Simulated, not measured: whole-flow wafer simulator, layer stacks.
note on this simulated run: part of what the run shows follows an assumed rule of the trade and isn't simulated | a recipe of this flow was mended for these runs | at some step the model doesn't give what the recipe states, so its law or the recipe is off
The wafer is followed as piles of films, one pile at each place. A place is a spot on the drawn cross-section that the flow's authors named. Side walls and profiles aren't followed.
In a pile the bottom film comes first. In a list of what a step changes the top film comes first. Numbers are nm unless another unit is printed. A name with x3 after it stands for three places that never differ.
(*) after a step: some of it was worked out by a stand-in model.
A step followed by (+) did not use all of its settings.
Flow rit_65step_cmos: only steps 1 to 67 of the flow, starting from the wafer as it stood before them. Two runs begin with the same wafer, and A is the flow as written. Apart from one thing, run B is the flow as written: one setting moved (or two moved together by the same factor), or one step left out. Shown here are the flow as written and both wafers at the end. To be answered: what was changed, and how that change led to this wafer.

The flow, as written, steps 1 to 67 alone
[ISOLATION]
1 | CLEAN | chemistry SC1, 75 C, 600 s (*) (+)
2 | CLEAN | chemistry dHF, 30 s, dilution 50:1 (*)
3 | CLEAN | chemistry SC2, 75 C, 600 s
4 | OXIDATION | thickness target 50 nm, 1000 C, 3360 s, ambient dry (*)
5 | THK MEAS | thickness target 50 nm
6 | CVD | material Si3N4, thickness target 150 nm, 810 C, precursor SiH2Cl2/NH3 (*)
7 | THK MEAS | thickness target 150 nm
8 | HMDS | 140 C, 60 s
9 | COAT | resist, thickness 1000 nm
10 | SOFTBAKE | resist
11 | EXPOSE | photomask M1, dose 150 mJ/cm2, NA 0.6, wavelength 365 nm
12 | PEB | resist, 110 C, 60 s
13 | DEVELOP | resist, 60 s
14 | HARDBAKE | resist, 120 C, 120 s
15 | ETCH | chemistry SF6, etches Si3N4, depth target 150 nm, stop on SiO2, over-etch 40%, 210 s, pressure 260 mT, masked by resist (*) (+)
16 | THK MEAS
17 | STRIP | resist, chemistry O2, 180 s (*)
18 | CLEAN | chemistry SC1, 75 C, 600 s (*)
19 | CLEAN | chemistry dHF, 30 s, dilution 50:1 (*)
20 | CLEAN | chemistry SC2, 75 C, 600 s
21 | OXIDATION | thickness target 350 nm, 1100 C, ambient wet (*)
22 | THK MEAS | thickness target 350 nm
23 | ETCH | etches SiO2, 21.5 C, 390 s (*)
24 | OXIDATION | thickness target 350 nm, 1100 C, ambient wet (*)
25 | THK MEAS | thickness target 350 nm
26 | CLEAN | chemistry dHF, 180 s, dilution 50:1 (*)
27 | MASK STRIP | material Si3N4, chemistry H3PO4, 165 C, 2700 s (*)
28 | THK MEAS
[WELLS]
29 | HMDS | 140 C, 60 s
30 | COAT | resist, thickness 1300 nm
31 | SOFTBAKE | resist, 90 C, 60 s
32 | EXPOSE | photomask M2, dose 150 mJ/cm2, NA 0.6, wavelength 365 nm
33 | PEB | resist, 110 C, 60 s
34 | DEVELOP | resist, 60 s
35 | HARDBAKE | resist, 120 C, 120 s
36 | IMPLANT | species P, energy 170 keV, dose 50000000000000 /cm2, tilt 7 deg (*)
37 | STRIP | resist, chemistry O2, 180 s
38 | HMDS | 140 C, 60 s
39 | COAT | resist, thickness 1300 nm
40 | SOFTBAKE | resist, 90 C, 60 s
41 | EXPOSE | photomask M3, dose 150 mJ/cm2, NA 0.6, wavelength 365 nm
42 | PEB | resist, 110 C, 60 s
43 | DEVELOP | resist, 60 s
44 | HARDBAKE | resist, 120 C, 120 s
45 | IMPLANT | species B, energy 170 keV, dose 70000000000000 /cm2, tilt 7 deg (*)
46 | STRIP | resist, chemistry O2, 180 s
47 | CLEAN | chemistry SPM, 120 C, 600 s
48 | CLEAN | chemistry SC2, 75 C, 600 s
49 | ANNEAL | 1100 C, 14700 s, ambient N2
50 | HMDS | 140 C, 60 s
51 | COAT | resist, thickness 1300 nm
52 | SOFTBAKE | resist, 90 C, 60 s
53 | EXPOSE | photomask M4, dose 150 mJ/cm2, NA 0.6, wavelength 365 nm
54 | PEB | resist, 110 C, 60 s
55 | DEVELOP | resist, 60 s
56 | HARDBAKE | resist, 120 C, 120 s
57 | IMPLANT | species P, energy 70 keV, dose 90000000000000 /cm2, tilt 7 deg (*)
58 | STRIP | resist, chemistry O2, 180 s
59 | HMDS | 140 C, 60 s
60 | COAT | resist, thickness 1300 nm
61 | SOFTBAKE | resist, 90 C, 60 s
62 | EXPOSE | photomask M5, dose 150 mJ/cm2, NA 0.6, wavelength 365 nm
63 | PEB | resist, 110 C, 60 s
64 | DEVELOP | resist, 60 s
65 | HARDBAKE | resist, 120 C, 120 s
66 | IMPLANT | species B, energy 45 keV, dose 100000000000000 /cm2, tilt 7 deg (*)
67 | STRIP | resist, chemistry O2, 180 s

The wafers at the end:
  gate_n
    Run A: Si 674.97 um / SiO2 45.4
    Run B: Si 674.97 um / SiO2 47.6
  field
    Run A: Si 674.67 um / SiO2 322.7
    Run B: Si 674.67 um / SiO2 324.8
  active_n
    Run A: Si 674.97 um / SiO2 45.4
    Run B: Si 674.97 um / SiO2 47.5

The reason: step 27, MASK STRIP: 2160 s was run, while the flow as written has 2700 s.

The path from the change to this, step by step:
  27 | MASK STRIP | material Si3N4, chemistry H3PO4, 165 C, 2700 s (*)
      active_n, active_p, gate_n and 7 more: A -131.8 Si3N4 (all of it), -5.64 SiO2 | B -131.8 Si3N4 (all of it), -3.51 SiO2
      field, field_pw, field_nw, field_p: A -10.7 SiO2 | B -8.54 SiO2
